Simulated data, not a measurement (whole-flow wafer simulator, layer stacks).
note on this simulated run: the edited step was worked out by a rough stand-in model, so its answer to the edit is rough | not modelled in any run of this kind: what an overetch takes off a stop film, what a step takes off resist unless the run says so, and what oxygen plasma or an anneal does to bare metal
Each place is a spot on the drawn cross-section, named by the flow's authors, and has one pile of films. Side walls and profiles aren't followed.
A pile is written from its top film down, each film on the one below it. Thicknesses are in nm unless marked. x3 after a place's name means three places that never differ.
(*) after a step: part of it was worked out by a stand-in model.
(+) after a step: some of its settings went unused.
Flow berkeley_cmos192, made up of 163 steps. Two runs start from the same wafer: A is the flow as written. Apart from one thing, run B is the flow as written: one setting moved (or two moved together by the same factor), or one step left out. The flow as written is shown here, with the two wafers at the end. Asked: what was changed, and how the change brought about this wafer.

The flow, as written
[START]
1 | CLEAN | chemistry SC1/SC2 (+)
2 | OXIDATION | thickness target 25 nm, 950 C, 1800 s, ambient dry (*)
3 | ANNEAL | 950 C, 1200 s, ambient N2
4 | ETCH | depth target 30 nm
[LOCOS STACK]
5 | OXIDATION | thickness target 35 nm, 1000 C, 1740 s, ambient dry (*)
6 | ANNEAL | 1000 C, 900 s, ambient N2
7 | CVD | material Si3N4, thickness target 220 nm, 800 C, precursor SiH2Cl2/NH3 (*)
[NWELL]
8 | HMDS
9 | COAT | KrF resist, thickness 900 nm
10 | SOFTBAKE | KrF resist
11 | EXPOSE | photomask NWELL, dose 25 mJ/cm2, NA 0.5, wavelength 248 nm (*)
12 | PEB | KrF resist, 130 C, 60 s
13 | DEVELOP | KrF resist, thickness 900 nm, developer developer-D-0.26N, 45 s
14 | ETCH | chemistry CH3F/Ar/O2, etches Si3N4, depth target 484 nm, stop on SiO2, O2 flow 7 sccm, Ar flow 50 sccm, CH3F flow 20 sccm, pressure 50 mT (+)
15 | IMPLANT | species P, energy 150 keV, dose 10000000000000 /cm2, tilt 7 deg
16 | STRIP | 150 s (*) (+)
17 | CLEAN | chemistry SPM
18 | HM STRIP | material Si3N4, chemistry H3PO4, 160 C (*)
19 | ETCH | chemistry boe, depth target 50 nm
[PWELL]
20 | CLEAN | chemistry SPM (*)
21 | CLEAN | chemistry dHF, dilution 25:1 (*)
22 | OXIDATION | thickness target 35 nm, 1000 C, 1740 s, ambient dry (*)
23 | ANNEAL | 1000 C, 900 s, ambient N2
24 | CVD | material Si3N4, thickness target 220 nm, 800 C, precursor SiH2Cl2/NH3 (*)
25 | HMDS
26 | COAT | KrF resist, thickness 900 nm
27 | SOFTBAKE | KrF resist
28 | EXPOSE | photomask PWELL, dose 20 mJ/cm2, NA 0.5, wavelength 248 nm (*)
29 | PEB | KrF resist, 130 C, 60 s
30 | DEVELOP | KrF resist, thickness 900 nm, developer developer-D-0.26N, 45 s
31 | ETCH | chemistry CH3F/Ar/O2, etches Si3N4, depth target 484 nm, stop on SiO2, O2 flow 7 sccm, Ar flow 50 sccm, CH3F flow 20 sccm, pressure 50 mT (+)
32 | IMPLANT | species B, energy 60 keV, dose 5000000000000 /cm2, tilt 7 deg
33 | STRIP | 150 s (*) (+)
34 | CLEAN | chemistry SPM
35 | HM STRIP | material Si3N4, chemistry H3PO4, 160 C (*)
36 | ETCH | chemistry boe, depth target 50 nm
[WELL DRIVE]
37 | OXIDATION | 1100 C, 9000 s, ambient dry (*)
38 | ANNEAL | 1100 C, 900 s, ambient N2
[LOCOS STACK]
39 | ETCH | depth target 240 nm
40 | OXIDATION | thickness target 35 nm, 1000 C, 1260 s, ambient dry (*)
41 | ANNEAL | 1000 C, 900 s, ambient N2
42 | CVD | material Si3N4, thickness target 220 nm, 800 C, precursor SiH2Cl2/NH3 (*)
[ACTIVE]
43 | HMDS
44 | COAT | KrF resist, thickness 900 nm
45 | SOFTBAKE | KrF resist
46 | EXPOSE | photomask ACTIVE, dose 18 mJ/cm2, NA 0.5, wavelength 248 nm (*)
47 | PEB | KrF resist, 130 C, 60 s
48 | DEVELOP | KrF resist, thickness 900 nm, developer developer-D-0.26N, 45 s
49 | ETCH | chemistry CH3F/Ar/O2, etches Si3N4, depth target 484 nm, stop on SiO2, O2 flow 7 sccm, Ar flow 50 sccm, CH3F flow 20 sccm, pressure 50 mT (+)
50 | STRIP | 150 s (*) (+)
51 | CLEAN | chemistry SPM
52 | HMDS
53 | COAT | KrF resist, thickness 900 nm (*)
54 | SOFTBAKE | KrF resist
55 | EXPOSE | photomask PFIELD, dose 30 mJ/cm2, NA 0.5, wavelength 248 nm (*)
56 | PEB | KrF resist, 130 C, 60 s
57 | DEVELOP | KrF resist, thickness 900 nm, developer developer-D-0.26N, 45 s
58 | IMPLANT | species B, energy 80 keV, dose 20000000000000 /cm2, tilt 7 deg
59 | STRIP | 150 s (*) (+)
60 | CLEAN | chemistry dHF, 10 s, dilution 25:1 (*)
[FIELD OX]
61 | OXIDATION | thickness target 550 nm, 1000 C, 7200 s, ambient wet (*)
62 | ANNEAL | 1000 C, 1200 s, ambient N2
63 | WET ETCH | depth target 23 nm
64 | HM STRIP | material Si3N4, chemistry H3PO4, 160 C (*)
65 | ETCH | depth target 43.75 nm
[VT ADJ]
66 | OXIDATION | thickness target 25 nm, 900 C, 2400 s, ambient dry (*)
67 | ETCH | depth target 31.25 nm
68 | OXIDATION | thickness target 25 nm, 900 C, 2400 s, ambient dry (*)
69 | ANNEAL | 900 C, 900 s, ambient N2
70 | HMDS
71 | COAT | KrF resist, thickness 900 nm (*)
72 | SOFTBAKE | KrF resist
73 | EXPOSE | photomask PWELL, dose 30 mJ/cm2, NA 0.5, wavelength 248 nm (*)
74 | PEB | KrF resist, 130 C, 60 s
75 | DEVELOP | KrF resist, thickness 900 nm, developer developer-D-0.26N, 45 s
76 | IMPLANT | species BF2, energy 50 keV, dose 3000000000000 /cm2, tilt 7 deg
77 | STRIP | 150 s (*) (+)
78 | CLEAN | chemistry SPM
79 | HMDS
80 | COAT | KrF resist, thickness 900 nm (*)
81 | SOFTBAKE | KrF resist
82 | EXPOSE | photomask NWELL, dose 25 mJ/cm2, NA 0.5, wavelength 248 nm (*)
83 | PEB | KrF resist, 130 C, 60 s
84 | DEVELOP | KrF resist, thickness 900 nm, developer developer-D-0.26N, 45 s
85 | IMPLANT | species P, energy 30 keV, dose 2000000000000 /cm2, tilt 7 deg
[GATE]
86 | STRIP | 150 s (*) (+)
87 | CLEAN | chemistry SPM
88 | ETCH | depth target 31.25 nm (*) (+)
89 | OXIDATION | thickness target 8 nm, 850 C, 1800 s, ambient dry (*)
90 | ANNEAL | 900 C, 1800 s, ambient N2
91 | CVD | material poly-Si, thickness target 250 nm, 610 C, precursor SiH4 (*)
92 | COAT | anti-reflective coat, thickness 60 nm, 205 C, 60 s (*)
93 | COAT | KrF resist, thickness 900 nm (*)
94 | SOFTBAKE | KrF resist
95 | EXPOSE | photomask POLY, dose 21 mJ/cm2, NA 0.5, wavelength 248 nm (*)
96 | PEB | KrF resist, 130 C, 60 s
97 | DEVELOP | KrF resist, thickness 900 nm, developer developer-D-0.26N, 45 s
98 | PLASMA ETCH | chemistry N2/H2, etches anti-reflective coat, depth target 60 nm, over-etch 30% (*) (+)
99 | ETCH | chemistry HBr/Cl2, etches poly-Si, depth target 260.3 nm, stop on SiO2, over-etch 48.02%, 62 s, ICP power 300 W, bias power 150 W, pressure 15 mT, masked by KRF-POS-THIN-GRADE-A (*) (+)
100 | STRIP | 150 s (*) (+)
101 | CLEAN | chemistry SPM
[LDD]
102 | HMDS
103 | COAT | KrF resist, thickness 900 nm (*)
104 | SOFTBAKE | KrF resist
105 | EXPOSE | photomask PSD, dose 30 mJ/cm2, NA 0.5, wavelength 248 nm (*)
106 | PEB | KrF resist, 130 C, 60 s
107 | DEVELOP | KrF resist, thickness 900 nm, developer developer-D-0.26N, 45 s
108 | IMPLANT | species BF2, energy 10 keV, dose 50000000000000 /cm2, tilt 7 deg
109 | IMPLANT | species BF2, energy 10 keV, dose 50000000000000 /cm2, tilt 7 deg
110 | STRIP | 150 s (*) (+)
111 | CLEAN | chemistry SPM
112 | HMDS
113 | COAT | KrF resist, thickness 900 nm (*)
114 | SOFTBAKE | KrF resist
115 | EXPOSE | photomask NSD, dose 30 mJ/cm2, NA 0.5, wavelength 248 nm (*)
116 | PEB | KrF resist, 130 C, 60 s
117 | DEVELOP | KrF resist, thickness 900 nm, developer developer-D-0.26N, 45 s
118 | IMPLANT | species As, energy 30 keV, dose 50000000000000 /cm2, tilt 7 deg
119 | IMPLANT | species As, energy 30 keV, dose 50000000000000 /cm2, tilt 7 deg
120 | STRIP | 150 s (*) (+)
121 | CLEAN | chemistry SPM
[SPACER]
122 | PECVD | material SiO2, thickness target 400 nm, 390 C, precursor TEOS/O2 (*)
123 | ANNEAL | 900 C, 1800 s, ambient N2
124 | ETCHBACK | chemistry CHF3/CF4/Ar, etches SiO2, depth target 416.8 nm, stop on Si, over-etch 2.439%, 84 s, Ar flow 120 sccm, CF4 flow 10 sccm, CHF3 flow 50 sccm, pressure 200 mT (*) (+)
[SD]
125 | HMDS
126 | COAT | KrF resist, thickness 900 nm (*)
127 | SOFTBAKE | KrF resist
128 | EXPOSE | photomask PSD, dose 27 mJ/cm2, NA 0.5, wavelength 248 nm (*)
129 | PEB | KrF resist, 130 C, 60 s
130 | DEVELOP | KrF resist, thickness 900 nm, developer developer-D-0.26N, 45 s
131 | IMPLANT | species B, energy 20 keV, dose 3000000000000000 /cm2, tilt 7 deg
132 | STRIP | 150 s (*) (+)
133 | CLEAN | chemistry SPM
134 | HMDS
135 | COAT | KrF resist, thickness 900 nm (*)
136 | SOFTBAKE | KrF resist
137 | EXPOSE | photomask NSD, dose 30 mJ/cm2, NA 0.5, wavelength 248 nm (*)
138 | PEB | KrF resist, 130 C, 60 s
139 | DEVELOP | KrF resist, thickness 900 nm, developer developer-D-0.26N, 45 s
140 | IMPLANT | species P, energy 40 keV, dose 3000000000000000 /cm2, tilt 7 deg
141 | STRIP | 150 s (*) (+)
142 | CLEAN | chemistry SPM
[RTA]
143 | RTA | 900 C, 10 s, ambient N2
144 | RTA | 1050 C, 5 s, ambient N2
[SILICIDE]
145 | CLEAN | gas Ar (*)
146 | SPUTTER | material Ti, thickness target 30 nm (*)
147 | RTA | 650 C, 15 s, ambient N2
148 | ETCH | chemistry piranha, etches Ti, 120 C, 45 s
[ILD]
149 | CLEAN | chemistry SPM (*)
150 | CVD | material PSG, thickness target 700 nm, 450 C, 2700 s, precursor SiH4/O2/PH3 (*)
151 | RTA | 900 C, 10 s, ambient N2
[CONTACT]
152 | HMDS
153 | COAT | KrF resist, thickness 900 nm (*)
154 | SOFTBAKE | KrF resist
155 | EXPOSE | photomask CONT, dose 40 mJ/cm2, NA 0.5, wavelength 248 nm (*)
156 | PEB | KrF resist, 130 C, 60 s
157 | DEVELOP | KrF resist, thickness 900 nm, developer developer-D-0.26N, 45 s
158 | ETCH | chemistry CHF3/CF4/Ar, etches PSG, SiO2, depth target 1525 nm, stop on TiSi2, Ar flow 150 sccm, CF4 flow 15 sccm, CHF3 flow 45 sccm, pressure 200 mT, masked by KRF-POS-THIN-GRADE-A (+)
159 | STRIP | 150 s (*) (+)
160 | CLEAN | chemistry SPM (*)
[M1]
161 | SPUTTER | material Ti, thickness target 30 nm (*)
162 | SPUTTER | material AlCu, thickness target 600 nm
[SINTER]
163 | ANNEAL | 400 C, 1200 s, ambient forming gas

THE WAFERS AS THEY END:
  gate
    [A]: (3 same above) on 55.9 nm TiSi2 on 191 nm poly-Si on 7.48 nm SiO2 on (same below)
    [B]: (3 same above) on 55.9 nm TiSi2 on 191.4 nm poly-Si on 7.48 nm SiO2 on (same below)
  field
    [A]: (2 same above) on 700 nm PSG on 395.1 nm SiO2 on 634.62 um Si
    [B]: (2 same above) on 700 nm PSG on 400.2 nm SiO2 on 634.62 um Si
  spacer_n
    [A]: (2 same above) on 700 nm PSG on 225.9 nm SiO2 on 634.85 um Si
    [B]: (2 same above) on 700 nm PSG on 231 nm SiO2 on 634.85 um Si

Cause: step 124, ETCHBACK: over-etch 1.22% was run, while the flow as written has over-etch 2.439%.

How this came from the change, step by step:
  124 | ETCHBACK | chemistry CHF3/CF4/Ar, etches SiO2, depth target 416.8 nm, stop on Si, over-etch 2.439%, 84 s, Ar flow 120 sccm, CF4 flow 10 sccm, CHF3 flow 50 sccm, pressure 200 mT (*) (+)
      spacer_n: A SiO2 loses 160 | B SiO2 loses 154.9
      spacer_p: A SiO2 loses 159.9 | B SiO2 loses 154.8
